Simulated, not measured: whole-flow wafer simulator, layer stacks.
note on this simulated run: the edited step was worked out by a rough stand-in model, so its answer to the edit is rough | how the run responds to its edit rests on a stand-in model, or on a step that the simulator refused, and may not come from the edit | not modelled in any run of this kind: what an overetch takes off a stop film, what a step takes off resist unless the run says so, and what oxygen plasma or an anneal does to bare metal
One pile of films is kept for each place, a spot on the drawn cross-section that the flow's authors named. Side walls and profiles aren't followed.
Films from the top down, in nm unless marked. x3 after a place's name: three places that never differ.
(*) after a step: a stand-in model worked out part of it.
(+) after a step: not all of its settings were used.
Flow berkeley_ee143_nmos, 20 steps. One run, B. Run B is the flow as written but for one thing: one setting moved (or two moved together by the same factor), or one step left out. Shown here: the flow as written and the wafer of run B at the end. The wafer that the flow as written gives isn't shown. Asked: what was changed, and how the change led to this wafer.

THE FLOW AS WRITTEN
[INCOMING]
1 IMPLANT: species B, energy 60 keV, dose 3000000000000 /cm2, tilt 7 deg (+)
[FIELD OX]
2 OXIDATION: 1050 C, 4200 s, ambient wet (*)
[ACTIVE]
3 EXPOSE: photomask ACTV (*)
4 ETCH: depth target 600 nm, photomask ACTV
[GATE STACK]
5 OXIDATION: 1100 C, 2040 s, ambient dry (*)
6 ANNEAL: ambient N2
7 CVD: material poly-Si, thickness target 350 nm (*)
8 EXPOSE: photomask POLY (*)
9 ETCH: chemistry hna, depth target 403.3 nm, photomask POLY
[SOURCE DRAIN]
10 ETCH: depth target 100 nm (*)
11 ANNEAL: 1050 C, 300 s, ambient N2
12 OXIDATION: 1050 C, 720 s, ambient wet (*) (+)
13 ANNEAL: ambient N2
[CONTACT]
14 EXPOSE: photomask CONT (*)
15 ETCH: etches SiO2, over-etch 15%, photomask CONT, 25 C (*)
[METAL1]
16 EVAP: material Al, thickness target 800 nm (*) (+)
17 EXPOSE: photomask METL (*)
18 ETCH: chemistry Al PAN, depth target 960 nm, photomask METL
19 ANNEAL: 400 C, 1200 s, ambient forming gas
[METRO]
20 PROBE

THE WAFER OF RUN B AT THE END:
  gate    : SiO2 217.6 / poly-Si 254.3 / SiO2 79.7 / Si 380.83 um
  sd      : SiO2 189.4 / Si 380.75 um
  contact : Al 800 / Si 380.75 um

The cause: step 2, OXIDATION: 1537 s was run, where the flow has 4200 s.

How the change led to this, step by step:
  2 OXIDATION: 1050 C, 4200 s, ambient wet (*)
      gate, sd, contact, field: SiO2 +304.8 (new film), chemical SiO2 -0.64 (all of it), Si -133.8 (as written it would be: SiO2 +566.4 (new film), chemical SiO2 -0.64 (all of it), Si -248.9)
  4 ETCH: depth target 600 nm, photomask ACTV
      gate, sd, contact: SiO2 -304.8 (all of it) (as written it would be: SiO2 -566.4 (all of it))
  5 OXIDATION: 1100 C, 2040 s, ambient dry (*)
      field: SiO2 +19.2, Si -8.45 (as written it would be: SiO2 +11.6, Si -5.1)
  12 OXIDATION: 1050 C, 720 s, ambient wet (*) (+)
      field: SiO2 +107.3, Si -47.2 (as written it would be: SiO2 +69.1, Si -30.4)
